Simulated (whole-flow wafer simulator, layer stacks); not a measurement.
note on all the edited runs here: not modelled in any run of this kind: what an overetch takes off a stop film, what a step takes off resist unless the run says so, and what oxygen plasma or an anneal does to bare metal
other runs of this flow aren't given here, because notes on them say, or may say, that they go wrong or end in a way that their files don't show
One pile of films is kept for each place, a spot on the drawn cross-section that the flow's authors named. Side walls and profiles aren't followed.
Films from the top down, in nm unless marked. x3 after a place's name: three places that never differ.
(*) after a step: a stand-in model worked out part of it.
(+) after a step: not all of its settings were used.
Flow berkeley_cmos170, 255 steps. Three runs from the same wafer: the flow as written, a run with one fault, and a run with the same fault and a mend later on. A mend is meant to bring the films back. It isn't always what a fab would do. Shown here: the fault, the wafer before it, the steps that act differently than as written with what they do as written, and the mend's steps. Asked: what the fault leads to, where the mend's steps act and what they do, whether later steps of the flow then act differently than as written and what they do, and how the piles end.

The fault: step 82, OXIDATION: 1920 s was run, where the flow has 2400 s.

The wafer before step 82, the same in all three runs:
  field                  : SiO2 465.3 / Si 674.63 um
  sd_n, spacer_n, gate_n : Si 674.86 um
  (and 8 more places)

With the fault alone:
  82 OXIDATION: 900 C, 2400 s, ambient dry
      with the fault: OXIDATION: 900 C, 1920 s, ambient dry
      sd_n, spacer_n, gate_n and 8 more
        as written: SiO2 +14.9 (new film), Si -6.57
        with the fault: SiO2 +13 (new film), Si -5.71
  Later steps of the flow that act differently than as written (46 more steps differ only slightly, by at most 2% or 0.5 nm, whichever is larger, and aren't shown):
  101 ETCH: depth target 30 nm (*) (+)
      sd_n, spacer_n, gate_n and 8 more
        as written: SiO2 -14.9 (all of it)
        with the fault: SiO2 -13 (all of it)
  At the end the piles differ from the flow's only slightly at the places that both follow, by at most 2% or 0.5 nm, whichever is larger.

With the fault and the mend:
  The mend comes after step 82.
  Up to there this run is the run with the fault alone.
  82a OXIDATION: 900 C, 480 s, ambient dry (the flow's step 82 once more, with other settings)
      sd_n, spacer_n, gate_n and 8 more
        SiO2 +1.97, Si -0.87
      field
        SiO2 +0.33, Si -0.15
  No later step of the flow acts differently than as written at any place that is followed.
  At the end the piles are the same as the flow's at every place that both follow.
